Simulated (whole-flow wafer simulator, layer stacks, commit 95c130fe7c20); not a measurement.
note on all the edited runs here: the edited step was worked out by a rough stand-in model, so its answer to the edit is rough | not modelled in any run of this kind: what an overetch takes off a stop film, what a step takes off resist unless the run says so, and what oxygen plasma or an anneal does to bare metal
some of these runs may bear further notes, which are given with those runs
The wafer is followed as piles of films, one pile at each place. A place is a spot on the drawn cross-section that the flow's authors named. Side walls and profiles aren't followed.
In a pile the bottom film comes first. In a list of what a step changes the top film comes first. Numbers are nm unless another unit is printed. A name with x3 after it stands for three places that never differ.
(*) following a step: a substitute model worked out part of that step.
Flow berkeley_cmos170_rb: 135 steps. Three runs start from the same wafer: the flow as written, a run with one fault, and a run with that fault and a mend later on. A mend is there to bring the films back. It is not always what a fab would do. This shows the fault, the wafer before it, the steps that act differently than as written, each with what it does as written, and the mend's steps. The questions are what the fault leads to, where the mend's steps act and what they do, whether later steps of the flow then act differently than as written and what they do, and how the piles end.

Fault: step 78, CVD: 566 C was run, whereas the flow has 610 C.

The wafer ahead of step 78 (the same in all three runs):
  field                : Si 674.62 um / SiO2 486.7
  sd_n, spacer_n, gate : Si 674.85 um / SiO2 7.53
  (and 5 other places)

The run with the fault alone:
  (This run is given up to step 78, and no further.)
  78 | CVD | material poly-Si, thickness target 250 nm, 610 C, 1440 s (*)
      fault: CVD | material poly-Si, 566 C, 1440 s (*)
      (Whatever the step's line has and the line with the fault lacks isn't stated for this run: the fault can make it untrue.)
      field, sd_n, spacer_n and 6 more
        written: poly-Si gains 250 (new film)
        fault: poly-Si gains 91.5 (new film)
  After step 78, at field, sd_n, spacer_n and 6 more, the piles differ from the flow's by more than 2% or 0.5 nm, whichever is larger.
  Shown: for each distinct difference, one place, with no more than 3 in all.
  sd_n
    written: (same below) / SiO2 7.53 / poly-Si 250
    fault: (same below) / SiO2 7.53 / poly-Si 91.5
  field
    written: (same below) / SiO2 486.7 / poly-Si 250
    fault: (same below) / SiO2 486.7 / poly-Si 91.5

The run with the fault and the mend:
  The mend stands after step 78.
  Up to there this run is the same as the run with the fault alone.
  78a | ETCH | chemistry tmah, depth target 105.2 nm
      field, sd_n, spacer_n and 6 more
        poly-Si loses 91.5 (all of it)
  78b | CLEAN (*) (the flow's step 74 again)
      leaves every film unchanged at each place that is followed
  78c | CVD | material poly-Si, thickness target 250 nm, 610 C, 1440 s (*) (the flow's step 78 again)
      field, sd_n, spacer_n and 6 more
        poly-Si gains 250 (new film)
  None of the later steps of the flow acts differently than as written at any place that is followed.
  At every place that both follow, the piles at the end match the flow's.
